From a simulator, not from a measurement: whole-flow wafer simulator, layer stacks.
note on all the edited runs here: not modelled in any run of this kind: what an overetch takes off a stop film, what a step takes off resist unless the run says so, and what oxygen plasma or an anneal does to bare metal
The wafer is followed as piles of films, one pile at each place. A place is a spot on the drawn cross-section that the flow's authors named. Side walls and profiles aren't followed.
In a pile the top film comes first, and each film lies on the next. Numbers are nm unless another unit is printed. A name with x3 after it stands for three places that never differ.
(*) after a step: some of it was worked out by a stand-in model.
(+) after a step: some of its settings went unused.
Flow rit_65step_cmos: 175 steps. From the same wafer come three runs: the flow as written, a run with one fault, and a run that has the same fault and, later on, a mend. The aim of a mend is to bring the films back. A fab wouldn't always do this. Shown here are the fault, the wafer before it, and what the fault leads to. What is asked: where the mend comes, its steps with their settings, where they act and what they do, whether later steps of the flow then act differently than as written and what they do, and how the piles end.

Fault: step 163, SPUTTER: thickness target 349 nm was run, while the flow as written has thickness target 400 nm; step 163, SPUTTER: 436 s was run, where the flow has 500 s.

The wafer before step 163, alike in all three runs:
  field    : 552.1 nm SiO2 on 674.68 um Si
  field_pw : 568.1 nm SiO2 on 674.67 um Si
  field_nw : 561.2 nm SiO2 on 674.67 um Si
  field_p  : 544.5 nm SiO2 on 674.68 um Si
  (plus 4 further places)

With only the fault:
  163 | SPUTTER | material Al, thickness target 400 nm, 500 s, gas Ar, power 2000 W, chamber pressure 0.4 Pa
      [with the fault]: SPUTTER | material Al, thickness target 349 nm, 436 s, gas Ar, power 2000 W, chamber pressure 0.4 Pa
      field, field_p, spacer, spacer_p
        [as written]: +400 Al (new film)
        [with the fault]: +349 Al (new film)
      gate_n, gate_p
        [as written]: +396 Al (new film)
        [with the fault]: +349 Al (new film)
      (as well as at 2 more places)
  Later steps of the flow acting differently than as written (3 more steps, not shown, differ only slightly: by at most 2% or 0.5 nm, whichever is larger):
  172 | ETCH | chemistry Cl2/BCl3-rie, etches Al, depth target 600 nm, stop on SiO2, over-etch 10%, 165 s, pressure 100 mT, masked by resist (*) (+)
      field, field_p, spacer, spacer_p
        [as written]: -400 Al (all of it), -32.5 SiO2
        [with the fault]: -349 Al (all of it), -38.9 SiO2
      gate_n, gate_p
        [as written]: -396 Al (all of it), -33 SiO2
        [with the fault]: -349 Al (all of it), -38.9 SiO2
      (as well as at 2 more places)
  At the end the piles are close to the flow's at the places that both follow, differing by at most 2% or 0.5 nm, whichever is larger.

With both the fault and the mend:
  After step 164 comes the mend.
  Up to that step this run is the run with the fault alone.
  164a | ETCH | chemistry al pan, depth target 402.1 nm
      field, field_p, gate_n, gate_p, spacer, spacer_p
        -349 Al (all of it)
      field_pw
        -347.5 Al (all of it)
      field_nw
        -348.1 Al (all of it)
  164b | SPUTTER | material Al, thickness target 400 nm, 500 s, gas Ar, power 2000 W, chamber pressure 0.4 Pa (a further turn of the flow's step 163)
      field, field_pw, field_p, spacer, spacer_p
        +400 Al (new film)
      gate_n, gate_p
        +396 Al (new film)
      field_nw
        +397.2 Al (new film)
  Every later step of the flow that is run acts as written at every place that is followed.
  By the end, the piles equal the flow's at every place that both follow.
